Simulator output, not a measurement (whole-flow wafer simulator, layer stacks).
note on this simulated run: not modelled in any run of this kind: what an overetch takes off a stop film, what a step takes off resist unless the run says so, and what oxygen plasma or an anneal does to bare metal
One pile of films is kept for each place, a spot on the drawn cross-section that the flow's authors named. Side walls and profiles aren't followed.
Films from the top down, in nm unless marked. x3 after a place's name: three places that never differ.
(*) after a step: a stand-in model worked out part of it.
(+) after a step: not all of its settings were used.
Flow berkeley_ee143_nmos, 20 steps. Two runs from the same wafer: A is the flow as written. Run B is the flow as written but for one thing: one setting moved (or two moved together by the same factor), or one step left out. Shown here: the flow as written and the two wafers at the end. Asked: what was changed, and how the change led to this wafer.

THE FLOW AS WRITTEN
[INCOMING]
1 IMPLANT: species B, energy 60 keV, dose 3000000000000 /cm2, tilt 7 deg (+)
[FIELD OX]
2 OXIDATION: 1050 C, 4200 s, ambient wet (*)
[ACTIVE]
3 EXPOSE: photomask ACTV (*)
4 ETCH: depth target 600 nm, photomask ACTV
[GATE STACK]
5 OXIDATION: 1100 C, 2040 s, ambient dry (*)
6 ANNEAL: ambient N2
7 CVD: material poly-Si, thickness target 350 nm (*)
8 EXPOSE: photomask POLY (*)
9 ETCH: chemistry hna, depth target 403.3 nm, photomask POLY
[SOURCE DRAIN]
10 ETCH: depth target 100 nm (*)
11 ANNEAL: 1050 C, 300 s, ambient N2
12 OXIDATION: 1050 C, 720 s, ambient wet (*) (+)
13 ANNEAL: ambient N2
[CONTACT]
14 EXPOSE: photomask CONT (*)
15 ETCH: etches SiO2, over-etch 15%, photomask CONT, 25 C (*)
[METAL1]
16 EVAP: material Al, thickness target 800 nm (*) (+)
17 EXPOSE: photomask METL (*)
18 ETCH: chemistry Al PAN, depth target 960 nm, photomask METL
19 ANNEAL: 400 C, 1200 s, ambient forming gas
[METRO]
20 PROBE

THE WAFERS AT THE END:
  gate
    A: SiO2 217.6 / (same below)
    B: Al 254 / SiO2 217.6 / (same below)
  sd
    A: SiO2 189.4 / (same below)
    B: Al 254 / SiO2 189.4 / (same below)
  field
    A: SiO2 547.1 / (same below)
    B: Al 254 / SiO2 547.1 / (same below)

The cause: step 18, ETCH: depth target 546 nm was run, where the flow has depth target 960 nm.

How the change led to this, step by step:
  18 ETCH: chemistry Al PAN, depth target 960 nm, photomask METL
      gate, sd, field: A Al -800 (all of it) | B Al -546
Counting metal films that touch as one body, gate has 1 body; the flow as written gives 0 bodies.
Counting metal films that touch as one body, sd has 1 body; the flow as written gives 0 bodies.
Counting metal films that touch as one body, field has 1 body; the flow as written gives 0 bodies.
